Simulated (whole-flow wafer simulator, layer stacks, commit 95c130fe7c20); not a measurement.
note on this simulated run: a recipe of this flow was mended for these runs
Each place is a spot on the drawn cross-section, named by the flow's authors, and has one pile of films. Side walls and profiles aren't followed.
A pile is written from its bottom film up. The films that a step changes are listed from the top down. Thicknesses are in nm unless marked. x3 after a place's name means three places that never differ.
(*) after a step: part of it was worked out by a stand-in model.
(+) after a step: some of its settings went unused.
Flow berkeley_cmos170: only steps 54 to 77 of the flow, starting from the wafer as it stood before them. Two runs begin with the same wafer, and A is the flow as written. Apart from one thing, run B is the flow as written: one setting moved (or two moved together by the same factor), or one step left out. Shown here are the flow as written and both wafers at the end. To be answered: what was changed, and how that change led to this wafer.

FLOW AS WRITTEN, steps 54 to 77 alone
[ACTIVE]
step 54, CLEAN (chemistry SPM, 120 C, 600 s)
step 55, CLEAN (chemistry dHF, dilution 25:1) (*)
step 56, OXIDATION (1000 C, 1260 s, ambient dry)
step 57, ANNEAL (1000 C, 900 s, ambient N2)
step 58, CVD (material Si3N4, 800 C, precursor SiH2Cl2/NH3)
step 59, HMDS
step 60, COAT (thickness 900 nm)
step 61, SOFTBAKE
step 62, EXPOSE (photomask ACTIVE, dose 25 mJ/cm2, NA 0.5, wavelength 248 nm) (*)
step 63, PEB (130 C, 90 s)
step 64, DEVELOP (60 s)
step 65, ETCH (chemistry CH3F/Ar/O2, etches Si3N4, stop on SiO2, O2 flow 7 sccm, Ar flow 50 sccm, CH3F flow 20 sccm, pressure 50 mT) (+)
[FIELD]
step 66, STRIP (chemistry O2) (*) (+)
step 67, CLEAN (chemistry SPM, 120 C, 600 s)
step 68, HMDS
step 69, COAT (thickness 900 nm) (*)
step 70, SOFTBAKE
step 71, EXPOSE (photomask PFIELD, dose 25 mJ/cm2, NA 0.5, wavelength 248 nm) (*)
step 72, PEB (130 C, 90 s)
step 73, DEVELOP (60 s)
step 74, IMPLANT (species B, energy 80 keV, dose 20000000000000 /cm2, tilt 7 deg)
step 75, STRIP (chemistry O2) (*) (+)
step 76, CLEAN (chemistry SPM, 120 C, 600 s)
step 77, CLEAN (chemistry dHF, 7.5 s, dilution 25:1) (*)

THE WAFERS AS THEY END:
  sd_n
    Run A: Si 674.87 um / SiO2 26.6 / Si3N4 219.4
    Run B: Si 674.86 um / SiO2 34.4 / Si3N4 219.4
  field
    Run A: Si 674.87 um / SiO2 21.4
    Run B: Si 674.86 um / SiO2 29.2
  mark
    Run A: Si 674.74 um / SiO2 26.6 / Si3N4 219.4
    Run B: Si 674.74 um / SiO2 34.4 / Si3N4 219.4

What caused this: step 56, OXIDATION: 2016 s was run, whereas the flow has 1260 s.

How this came from the change, step by step:
  step 56, OXIDATION (1000 C, 1260 s, ambient dry)
      field, mark, sd_n and 10 more: A SiO2 gains 26.6 (new film), Si loses 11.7 | B SiO2 gains 34.4 (new film), Si loses 15.1
